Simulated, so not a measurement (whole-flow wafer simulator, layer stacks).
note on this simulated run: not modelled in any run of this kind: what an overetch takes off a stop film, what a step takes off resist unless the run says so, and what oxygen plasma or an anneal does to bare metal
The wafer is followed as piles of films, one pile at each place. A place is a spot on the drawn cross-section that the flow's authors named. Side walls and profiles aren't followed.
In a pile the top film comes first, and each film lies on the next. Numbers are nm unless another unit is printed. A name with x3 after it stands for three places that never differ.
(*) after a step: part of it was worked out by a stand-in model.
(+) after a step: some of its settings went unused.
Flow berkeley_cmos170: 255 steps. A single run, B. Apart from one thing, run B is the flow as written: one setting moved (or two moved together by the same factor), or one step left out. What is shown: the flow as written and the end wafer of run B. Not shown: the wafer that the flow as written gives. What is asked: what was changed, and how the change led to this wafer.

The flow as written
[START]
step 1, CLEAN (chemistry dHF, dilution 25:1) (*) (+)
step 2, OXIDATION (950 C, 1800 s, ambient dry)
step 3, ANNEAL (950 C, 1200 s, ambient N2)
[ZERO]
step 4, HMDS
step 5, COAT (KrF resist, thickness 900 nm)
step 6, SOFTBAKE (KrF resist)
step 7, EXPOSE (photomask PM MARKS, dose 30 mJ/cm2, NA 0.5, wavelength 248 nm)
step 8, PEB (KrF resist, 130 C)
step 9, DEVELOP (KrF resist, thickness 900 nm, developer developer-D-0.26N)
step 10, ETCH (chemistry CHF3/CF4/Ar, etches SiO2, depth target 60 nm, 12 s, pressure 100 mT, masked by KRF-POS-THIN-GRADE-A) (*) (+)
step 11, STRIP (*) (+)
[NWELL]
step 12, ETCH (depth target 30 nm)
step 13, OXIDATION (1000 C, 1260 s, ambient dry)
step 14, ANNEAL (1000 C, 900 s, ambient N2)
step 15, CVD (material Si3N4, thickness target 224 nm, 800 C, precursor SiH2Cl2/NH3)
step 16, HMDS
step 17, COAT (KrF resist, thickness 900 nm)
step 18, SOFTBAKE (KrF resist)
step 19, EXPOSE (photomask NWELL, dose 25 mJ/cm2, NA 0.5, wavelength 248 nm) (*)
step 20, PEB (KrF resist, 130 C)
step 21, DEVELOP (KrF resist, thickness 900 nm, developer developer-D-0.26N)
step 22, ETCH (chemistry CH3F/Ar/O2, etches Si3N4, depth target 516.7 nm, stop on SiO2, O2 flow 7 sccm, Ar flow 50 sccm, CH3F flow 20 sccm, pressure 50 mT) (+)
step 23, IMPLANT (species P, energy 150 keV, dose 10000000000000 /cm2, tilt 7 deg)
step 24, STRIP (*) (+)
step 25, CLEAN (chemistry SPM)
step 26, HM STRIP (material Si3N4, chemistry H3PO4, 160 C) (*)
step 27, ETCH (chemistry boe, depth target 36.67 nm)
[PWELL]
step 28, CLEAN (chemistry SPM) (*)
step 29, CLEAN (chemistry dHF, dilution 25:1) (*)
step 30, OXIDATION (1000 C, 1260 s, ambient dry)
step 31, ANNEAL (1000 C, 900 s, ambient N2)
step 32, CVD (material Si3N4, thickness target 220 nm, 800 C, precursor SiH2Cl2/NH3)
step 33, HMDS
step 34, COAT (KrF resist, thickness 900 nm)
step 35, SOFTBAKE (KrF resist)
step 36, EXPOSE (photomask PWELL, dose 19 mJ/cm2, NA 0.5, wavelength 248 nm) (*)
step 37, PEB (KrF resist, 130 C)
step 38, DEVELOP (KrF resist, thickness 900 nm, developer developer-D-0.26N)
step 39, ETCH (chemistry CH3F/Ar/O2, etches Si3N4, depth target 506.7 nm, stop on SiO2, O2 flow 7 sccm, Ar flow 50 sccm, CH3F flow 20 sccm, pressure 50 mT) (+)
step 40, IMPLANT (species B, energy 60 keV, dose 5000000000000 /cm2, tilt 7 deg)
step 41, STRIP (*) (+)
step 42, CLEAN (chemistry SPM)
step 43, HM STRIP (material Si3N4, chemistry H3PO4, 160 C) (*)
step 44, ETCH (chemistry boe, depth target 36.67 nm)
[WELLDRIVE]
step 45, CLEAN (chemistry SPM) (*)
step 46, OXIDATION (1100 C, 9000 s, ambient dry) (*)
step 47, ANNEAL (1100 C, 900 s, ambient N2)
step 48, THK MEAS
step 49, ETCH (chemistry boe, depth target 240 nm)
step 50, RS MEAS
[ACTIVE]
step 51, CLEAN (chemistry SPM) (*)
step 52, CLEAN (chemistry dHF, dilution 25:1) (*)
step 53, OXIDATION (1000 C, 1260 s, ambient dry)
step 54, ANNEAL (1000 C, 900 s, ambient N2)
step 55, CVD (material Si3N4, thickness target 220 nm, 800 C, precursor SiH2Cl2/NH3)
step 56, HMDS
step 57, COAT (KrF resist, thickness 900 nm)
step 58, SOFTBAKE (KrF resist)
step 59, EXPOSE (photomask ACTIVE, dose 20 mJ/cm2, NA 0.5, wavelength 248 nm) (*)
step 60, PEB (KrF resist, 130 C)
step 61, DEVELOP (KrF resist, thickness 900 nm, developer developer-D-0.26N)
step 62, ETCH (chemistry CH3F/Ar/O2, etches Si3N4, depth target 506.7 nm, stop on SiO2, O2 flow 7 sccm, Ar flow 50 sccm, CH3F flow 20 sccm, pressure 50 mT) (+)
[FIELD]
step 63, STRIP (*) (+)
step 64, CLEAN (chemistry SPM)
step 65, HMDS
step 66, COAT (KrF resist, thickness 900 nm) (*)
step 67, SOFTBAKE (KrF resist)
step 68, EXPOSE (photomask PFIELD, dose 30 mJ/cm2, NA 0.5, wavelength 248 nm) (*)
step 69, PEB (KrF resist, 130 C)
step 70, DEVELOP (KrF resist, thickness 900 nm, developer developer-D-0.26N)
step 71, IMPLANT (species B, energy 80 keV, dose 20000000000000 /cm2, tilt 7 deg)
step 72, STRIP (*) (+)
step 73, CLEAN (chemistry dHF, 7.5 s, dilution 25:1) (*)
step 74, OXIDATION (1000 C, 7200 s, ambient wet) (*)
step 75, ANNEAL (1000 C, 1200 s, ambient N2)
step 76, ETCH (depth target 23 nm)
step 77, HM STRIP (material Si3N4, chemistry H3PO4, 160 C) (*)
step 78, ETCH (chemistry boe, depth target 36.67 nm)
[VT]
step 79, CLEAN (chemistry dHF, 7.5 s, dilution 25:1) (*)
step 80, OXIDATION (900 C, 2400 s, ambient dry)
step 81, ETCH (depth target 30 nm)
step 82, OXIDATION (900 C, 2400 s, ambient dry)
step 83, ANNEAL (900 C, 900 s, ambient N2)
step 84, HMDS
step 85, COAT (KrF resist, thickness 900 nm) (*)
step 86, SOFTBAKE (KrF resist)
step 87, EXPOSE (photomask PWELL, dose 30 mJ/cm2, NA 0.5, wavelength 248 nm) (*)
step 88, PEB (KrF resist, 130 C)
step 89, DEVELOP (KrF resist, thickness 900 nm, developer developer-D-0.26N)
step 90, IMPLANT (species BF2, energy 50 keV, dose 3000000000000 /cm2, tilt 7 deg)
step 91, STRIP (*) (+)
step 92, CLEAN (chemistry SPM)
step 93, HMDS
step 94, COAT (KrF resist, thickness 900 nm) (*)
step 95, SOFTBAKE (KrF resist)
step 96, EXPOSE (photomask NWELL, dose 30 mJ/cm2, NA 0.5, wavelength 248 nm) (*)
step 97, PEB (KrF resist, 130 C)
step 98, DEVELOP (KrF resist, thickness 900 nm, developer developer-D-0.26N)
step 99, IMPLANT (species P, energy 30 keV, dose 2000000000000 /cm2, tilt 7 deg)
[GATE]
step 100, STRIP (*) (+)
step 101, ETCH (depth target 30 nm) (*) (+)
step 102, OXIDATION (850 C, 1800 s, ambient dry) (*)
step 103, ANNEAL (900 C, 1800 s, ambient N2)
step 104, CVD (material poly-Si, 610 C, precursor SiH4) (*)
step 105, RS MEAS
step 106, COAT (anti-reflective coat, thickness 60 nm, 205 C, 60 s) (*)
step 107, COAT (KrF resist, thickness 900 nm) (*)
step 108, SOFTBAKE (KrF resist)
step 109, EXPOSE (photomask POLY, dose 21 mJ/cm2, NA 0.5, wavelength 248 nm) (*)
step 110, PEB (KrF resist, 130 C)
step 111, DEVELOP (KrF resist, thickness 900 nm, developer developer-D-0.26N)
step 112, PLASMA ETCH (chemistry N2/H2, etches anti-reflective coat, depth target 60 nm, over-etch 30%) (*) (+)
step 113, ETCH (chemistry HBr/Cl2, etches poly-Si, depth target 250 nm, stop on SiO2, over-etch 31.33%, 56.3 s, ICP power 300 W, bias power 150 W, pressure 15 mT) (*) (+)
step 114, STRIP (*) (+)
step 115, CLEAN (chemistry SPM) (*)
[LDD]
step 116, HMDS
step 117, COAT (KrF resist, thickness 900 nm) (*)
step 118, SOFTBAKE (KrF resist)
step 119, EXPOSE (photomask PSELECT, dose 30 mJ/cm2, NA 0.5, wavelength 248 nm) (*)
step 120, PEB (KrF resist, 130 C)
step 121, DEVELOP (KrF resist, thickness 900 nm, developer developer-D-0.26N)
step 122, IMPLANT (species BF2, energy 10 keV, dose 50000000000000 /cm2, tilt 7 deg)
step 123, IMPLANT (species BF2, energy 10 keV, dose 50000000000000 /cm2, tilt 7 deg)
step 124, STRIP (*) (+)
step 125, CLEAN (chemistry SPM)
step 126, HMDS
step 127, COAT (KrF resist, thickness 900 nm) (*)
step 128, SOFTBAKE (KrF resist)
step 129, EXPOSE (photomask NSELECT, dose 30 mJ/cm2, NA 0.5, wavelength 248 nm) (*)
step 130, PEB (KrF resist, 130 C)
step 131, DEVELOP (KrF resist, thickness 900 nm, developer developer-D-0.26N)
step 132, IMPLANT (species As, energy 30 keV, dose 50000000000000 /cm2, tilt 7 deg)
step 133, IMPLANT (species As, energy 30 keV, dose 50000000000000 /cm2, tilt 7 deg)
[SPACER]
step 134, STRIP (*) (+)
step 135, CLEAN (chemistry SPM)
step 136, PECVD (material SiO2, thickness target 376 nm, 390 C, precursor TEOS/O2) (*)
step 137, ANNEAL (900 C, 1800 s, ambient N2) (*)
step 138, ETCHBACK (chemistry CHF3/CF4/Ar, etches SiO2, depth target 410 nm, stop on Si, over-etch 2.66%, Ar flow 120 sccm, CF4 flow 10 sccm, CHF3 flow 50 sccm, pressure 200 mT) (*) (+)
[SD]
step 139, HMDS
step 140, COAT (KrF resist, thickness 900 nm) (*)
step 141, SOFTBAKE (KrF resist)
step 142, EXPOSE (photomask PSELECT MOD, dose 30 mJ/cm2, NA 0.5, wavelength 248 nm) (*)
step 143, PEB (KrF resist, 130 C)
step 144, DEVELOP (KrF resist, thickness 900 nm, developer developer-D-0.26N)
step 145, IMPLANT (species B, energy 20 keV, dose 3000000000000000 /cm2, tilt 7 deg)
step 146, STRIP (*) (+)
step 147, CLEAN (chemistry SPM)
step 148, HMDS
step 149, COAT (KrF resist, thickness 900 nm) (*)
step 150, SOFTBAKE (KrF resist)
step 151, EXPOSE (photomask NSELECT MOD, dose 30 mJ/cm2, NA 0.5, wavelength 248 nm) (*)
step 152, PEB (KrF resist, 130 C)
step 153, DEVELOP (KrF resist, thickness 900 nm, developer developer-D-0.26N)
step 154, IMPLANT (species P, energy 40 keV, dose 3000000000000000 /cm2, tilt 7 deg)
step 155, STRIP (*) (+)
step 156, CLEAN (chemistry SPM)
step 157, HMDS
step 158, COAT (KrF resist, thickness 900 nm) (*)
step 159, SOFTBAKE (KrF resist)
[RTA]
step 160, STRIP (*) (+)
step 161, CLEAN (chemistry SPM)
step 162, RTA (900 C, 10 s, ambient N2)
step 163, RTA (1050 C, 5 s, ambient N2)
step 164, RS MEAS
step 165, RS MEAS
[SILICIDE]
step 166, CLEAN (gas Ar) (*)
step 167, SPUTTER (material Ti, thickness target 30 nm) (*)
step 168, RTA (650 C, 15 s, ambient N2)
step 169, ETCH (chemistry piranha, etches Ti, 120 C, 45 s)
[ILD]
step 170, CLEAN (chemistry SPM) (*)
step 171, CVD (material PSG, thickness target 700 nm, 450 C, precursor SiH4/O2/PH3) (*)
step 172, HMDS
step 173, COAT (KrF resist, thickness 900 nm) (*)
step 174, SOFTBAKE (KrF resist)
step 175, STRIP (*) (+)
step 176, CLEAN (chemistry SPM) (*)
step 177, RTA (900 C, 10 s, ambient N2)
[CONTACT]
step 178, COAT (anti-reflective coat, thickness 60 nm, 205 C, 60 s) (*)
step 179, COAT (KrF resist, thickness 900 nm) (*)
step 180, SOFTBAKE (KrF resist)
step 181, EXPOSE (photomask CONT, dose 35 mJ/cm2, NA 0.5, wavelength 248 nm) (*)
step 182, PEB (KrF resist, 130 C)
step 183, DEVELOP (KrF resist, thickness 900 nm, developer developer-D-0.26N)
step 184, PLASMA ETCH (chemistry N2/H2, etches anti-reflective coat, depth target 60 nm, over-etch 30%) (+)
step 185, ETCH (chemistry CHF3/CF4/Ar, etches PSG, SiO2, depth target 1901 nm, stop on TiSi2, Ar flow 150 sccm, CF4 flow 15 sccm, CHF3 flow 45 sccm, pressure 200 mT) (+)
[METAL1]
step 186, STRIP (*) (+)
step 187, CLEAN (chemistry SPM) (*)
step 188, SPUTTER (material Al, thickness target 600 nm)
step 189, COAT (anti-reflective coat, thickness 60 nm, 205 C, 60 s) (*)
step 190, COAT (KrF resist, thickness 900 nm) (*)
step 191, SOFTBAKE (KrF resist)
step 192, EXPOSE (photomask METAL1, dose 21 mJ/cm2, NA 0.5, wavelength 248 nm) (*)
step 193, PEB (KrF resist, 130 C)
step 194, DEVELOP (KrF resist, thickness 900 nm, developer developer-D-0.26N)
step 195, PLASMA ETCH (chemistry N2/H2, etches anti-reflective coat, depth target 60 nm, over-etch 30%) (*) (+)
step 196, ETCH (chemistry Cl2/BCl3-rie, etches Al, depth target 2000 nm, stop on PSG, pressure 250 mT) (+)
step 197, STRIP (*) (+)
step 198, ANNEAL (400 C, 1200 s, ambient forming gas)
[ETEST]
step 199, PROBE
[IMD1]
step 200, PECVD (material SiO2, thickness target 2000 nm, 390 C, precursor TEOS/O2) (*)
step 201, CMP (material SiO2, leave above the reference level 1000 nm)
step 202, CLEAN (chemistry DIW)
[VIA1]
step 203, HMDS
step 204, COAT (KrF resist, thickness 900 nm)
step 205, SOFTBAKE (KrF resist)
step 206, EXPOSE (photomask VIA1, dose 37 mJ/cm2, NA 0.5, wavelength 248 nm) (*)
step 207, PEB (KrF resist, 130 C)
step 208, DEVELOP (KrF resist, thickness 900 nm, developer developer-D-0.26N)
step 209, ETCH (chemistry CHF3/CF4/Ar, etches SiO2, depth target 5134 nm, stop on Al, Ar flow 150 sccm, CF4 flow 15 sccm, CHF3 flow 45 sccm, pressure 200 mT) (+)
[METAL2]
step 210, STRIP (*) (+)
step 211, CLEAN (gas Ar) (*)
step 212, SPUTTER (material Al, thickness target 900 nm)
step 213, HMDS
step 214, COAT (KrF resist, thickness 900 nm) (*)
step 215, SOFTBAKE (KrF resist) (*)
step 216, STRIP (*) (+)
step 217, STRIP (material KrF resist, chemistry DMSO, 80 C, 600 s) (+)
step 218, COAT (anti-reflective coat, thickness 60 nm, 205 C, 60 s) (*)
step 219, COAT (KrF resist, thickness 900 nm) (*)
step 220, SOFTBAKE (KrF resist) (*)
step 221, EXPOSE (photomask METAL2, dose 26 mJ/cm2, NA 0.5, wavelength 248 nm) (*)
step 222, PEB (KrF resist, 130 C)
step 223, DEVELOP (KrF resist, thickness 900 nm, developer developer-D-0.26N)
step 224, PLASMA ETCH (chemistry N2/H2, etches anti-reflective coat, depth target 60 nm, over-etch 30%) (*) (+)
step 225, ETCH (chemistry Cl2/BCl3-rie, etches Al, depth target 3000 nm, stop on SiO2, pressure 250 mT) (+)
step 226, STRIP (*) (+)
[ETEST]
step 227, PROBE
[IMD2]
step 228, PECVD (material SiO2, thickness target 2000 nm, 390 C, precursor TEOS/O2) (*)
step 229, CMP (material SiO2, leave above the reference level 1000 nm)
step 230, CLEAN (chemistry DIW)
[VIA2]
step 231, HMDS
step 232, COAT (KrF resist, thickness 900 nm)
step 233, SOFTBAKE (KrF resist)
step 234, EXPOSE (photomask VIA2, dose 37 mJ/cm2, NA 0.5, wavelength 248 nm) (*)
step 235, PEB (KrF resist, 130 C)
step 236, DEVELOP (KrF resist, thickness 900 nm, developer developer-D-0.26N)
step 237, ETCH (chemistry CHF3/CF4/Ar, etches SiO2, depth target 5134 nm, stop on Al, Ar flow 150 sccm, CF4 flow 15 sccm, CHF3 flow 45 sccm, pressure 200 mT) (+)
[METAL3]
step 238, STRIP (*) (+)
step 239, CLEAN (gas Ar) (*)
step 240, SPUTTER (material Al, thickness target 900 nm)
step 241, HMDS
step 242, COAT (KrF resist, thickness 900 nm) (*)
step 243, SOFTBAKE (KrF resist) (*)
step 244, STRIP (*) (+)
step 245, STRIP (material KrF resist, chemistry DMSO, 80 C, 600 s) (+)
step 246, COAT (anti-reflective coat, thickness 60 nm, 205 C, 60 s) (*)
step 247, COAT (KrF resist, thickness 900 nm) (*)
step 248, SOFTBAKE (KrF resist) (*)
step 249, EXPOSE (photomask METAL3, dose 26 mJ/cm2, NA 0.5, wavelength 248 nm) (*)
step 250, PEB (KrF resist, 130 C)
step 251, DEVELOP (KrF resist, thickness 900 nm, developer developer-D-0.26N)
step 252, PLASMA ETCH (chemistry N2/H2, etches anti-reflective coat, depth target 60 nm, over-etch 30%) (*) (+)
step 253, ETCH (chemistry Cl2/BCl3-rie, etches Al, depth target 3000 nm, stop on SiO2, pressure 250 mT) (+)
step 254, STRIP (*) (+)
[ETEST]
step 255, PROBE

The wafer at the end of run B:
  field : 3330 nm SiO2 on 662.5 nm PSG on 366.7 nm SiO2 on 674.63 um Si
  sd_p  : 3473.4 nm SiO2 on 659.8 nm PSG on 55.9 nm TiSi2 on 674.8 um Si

What caused this: step 76, ETCH: depth target 37 nm was run, while the flow as written has depth target 23 nm.

The path from the change to this, step by step:
  step 76, ETCH (depth target 23 nm)
      field: -37 SiO2 (in the flow as written it would be: -23 SiO2)
  step 106, COAT (anti-reflective coat, thickness 60 nm, 205 C, 60 s) (*)
      sd_n: +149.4 anti-reflective coat (new film) (in the flow as written it would be: +158.6 anti-reflective coat (new film))
      spacer_n: +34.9 anti-reflective coat (new film) (in the flow as written it would be: +31.5 anti-reflective coat (new film))
      (also at 5 further places)
  step 112, PLASMA ETCH (chemistry N2/H2, etches anti-reflective coat, depth target 60 nm, over-etch 30%) (*) (+)
      sd_n: -149.4 anti-reflective coat (all of it), -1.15 poly-Si (in the flow as written it would be: -158.6 anti-reflective coat (all of it), -1.22 poly-Si)
      spacer_n: -34.9 anti-reflective coat (all of it), -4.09 poly-Si (in the flow as written it would be: -31.5 anti-reflective coat (all of it), -4.48 poly-Si)
      (also at 3 further places)
  step 114, STRIP (*) (+)
      gate_n: +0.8 chemical SiO2 (new film), -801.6 KrF resist (all of it), -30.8 anti-reflective coat (all of it), -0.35 poly-Si (in the flow as written it would be: +0.8 chemical SiO2 (new film), -812.6 KrF resist (all of it), -27.3 anti-reflective coat (all of it), -0.35 poly-Si)
      gate_p: +0.8 chemical SiO2 (new film), -774.9 KrF resist (all of it), -32 anti-reflective coat (all of it), -0.35 poly-Si (in the flow as written it would be: +0.8 chemical SiO2 (new film), -782.1 KrF resist (all of it), -29.6 anti-reflective coat (all of it), -0.35 poly-Si)
  step 178, COAT (anti-reflective coat, thickness 60 nm, 205 C, 60 s) (*)
      sd_n: +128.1 anti-reflective coat (new film) (in the flow as written it would be: +135.1 anti-reflective coat (new film))
      gate_n: +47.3 anti-reflective coat (new film) (in the flow as written it would be: +48.3 anti-reflective coat (new film))
      (also at 1 further place)
  step 186, STRIP (*) (+)
      sd_n: -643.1 KrF resist (all of it), -128.1 anti-reflective coat (all of it) (in the flow as written it would be: -643.8 KrF resist (all of it), -135.1 anti-reflective coat (all of it))
      gate_n: -546.7 KrF resist (all of it), -47.3 anti-reflective coat (all of it) (in the flow as written it would be: -553.1 KrF resist (all of it), -48.3 anti-reflective coat (all of it))
      (also at 1 further place)
  step 189, COAT (anti-reflective coat, thickness 60 nm, 205 C, 60 s) (*)
      m2: +63 anti-reflective coat (new film) (in the flow as written it would be: +61.1 anti-reflective coat (new film))
  step 197, STRIP (*) (+)
      m2: -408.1 KrF resist (all of it), -63 anti-reflective coat (all of it) (in the flow as written it would be: -412.9 KrF resist (all of it), -61.1 anti-reflective coat (all of it))
  step 201, CMP (material SiO2, leave above the reference level 1000 nm)
      field: -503 SiO2 (in the flow as written it would be: -517 SiO2)
